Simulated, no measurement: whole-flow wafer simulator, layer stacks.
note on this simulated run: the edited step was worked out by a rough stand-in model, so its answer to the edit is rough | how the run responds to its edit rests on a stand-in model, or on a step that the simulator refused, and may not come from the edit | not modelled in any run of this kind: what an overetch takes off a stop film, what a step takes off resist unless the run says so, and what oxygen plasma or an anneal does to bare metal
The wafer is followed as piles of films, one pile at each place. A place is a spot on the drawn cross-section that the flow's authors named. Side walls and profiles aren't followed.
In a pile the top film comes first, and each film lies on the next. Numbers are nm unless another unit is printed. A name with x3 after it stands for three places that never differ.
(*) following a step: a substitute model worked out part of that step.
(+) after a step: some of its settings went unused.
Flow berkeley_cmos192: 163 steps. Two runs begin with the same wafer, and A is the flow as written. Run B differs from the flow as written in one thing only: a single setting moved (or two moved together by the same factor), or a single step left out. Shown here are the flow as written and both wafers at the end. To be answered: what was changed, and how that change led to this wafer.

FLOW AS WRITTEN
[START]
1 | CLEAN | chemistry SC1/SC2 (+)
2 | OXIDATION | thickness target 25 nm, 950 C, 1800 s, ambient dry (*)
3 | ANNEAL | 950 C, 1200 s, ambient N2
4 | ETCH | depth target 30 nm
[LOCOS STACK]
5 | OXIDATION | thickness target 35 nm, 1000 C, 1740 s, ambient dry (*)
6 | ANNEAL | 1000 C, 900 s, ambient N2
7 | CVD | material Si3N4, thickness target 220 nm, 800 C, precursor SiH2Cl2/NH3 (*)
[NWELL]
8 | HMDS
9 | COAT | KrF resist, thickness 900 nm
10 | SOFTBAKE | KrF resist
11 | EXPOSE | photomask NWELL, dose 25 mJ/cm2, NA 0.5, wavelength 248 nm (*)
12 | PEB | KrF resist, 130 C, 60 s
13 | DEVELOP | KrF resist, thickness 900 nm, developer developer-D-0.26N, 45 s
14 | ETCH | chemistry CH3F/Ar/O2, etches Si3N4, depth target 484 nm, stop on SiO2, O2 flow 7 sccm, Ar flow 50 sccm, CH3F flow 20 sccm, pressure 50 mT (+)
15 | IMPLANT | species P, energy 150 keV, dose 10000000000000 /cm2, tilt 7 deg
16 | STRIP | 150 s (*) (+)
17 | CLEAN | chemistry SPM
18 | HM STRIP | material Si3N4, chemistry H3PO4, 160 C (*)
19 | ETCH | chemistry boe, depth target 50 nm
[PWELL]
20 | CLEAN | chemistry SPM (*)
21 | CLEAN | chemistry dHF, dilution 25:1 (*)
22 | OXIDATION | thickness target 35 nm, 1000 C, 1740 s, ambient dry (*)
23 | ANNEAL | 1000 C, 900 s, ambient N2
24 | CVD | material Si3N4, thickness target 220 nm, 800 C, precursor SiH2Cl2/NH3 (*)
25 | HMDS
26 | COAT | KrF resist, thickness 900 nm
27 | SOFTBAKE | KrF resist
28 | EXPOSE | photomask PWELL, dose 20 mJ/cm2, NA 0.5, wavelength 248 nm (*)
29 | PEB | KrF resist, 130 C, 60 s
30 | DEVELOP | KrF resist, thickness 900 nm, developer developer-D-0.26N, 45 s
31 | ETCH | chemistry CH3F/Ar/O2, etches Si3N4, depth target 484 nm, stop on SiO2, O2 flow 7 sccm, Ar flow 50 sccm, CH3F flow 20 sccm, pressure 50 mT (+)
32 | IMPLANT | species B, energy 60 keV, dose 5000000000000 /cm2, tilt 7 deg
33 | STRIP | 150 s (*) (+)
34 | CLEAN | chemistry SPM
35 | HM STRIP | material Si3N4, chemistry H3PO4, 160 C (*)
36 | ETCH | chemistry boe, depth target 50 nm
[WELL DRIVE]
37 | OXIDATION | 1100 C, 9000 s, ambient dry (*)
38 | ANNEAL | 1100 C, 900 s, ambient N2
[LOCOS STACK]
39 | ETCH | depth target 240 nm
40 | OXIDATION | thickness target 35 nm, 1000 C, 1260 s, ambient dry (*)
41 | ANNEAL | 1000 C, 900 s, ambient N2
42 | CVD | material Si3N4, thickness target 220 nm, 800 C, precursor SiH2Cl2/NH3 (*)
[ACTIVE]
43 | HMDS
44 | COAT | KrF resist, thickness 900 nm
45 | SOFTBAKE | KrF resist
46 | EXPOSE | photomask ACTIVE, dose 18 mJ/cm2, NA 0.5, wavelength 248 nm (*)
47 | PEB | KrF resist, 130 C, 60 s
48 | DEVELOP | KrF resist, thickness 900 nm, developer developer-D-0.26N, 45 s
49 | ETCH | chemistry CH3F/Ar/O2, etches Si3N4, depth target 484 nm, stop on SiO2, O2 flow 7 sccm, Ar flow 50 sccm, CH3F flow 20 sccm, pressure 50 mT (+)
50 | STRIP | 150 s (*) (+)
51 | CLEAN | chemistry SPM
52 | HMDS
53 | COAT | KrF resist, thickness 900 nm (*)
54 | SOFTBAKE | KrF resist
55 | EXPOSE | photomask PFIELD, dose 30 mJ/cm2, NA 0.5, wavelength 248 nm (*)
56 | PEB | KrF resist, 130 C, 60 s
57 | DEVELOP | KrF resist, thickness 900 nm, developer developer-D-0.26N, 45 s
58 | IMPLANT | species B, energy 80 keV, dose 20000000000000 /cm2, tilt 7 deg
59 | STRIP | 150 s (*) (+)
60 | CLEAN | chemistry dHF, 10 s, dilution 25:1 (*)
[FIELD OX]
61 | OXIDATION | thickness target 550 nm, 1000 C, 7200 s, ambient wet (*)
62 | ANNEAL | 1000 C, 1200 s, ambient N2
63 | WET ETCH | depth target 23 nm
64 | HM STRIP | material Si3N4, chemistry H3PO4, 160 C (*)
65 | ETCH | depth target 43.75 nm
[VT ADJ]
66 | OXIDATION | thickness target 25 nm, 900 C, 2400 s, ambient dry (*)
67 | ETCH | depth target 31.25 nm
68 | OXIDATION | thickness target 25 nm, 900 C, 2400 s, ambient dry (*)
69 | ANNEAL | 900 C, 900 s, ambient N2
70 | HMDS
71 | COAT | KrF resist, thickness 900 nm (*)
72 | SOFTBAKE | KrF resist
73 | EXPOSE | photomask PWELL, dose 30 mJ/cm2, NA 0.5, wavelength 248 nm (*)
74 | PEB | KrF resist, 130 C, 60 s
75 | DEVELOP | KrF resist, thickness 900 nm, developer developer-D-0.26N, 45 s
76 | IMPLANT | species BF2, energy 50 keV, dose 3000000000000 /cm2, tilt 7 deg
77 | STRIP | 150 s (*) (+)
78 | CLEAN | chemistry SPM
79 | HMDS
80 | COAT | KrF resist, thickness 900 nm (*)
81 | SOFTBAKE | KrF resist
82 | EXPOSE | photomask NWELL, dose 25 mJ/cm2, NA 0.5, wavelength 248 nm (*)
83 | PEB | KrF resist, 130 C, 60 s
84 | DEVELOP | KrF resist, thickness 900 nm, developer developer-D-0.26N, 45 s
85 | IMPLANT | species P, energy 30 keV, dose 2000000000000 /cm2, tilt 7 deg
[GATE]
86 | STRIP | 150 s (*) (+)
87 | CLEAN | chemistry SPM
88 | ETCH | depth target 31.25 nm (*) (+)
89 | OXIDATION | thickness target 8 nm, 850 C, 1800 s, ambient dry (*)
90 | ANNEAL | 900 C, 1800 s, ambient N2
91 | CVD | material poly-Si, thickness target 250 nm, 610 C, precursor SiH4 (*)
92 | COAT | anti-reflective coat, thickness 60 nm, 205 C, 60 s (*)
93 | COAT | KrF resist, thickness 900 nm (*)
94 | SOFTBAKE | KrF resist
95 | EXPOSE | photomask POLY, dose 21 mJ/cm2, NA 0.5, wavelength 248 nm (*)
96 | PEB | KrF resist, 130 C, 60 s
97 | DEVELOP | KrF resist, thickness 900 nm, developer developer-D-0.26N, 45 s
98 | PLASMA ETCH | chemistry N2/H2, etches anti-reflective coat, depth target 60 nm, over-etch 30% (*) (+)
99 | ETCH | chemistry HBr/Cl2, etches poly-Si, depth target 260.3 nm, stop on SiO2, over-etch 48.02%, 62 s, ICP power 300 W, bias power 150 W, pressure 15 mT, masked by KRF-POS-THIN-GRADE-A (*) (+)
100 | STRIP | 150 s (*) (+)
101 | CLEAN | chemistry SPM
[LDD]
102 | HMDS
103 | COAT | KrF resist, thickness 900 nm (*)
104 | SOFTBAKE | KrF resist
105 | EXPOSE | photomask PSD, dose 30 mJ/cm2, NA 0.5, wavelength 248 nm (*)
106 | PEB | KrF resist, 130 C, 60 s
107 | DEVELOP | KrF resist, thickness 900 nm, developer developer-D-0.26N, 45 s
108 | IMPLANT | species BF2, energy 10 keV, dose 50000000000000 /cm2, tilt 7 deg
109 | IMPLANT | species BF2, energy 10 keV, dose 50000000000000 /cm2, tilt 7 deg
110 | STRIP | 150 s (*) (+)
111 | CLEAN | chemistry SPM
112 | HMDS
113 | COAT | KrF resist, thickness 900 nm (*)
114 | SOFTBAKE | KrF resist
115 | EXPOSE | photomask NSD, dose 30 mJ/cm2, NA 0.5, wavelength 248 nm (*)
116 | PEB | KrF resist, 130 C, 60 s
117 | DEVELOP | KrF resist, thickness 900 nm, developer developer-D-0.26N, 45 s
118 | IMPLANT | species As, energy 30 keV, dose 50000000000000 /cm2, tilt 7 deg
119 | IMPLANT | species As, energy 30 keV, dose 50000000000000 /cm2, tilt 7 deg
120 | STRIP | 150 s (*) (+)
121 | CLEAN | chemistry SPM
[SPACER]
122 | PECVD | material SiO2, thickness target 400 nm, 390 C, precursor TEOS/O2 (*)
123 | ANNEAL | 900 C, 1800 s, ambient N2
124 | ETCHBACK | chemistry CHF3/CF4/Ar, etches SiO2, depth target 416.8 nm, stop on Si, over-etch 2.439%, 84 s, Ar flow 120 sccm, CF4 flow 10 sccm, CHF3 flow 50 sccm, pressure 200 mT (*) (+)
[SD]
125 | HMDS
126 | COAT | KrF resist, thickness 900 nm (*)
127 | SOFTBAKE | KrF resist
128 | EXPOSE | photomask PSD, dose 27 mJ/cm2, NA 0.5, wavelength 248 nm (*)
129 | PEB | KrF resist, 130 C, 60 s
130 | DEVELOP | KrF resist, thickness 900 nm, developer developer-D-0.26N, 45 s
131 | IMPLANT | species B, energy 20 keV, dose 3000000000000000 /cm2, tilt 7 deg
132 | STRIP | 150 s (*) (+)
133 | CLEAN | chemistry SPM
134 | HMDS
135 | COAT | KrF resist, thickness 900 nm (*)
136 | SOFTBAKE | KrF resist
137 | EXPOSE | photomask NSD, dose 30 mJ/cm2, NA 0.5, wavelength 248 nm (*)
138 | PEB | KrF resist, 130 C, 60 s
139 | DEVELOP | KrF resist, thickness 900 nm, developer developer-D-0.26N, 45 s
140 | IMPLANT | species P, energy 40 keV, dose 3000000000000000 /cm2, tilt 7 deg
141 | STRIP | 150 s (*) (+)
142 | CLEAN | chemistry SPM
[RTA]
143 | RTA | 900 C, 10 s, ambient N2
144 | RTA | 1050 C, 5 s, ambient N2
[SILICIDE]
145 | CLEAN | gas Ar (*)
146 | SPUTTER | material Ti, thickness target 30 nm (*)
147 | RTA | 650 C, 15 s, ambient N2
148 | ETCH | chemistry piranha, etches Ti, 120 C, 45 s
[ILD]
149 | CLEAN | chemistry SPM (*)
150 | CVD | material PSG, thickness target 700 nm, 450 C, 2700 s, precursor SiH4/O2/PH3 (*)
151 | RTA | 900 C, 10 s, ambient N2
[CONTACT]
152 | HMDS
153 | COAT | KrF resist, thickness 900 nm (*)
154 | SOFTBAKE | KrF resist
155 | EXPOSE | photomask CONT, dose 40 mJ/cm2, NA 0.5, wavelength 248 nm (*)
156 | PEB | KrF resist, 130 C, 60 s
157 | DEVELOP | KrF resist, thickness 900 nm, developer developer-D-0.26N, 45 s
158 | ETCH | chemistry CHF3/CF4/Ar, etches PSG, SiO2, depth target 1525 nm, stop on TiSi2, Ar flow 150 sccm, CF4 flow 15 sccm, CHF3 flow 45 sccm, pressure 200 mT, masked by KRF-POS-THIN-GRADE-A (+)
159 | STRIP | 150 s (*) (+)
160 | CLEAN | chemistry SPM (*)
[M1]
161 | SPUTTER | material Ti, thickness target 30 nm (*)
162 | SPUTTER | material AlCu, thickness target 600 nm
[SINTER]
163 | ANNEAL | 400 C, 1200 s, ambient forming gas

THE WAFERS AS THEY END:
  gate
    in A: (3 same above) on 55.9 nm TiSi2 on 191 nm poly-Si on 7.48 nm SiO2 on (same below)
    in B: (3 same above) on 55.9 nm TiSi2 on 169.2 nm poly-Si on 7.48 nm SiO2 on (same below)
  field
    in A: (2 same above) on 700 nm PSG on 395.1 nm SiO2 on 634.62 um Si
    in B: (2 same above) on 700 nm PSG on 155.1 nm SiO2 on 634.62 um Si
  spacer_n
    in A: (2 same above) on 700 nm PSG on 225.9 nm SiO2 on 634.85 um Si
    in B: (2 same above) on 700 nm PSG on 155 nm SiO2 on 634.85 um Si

The reason: step 122, PECVD: thickness target 160 nm was run, though the flow has thickness target 400 nm.

Step by step, how the change led to this:
  122 | PECVD | material SiO2, thickness target 400 nm, 390 C, precursor TEOS/O2 (*)
      field, sd_n, contact, m1: A SiO2 gains 400 | B SiO2 gains 160
      spacer_n, sd_p, spacer_p: A SiO2 gains 385.5 | B SiO2 gains 154.7
      (also at 2 further places)
  124 | ETCHBACK | chemistry CHF3/CF4/Ar, etches SiO2, depth target 416.8 nm, stop on Si, over-etch 2.439%, 84 s, Ar flow 120 sccm, CF4 flow 10 sccm, CHF3 flow 50 sccm, pressure 200 mT (*) (+)
      spacer_n: A SiO2 loses 160 | B nothing
      spacer_p: A SiO2 loses 159.9 | B nothing
      (also at 6 further places)
  126 | COAT | KrF resist, thickness 900 nm (*)
      field: A KrF resist gains 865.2 (new film) | B KrF resist gains 923.7 (new film)
      sd_n: A KrF resist gains 999.7 (new film) | B KrF resist gains 869.7 (new film)
      (also at 7 further places)
  130 | DEVELOP | KrF resist, thickness 900 nm, developer developer-D-0.26N, 45 s
      sd_p: A KrF resist loses 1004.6 (all of it) | B KrF resist loses 893.8 (all of it)
      spacer_p: A KrF resist loses 784.6 (all of it) | B KrF resist loses 759.2 (all of it)
      (also at 1 further place)
  132 | STRIP | 150 s (*) (+)
      field: A KrF resist loses 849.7 (all of it) | B KrF resist loses 908.1 (all of it)
      sd_n: A chemical SiO2 gains 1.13 (new film), KrF resist loses 983.9 (all of it), Si loses 0.5 | B chemical SiO2 gains 1.14 (new film), KrF resist loses 854.1 (all of it), Si loses 0.5
      (also at 4 further places)
  135 | COAT | KrF resist, thickness 900 nm (*)
      field: A KrF resist gains 865 (new film) | B KrF resist gains 924.2 (new film)
      sd_n: A KrF resist gains 999.2 (new film) | B KrF resist gains 869.4 (new film)
      (also at 7 further places)
  139 | DEVELOP | KrF resist, thickness 900 nm, developer developer-D-0.26N, 45 s
      sd_n: A KrF resist loses 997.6 (all of it) | B KrF resist loses 868 (all of it)
      spacer_n: A KrF resist loses 789.9 (all of it) | B KrF resist loses 758 (all of it)
      (also at 2 further places)
  141 | STRIP | 150 s (*) (+)
      field: A KrF resist loses 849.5 (all of it) | B KrF resist loses 908.5 (all of it)
      sd_p: A KrF resist loses 989.8 (all of it), chemical SiO2 gains 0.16, Si loses 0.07 | B KrF resist loses 879.2 (all of it), chemical SiO2 gains 0.17, Si loses 0.07
      (also at 3 further places)
  146 | SPUTTER | material Ti, thickness target 30 nm (*)
      sd_p: A Ti gains 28 (new film) | B Ti gains 30 (new film)
  147 | RTA | 650 C, 15 s, ambient N2
      sd_p: A Ti loses 21.9, TiSi first gains 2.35 (new film), TiSi2 C49 gains 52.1 (new film), Si loses 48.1 | B Ti loses 23.4, TiSi first gains 6.2 (new film), TiSi2 C49 gains 50.3 (new film), Si loses 49
  150 | CVD | material PSG, thickness target 700 nm, 450 C, 2700 s, precursor SiH4/O2/PH3 (*)
      sd_p: A PSG gains 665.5 (new film) | B PSG gains 700 (new film)
  151 | RTA | 900 C, 10 s, ambient N2
      sd_p: A under 1 film: TiSi2 gains 52.2 (new film), TiSi first loses 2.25 (all of it), TiSi2 C49 loses 52.1 (all of it), Si loses 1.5 | B under 1 film: TiSi2 gains 55.9 (new film), TiSi first loses 6.09 (all of it), TiSi2 C49 loses 50.3 (all of it), Si loses 4.05
  153 | COAT | KrF resist, thickness 900 nm (*)
      field: A KrF resist gains 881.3 (new film) | B KrF resist gains 932.6 (new film)
      sd_n: A KrF resist gains 1002.2 (new film) | B KrF resist gains 870.2 (new film)
      (also at 7 further places)
  157 | DEVELOP | KrF resist, thickness 900 nm, developer developer-D-0.26N, 45 s
      contact: A KrF resist loses 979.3 (all of it) | B KrF resist loses 873.6 (all of it)
  159 | STRIP | 150 s (*) (+)
      field: A KrF resist loses 671.6 (all of it) | B KrF resist loses 722.8 (all of it)
      sd_n: A KrF resist loses 792.3 (all of it) | B KrF resist loses 660.6 (all of it)
      (also at 6 further places)
  161 | SPUTTER | material Ti, thickness target 30 nm (*)
      sd_p: A Ti gains 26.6 (new film) | B Ti gains 30 (new film)
  162 | SPUTTER | material AlCu, thickness target 600 nm
      sd_p: A AlCu gains 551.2 (new film) | B AlCu gains 600 (new film)
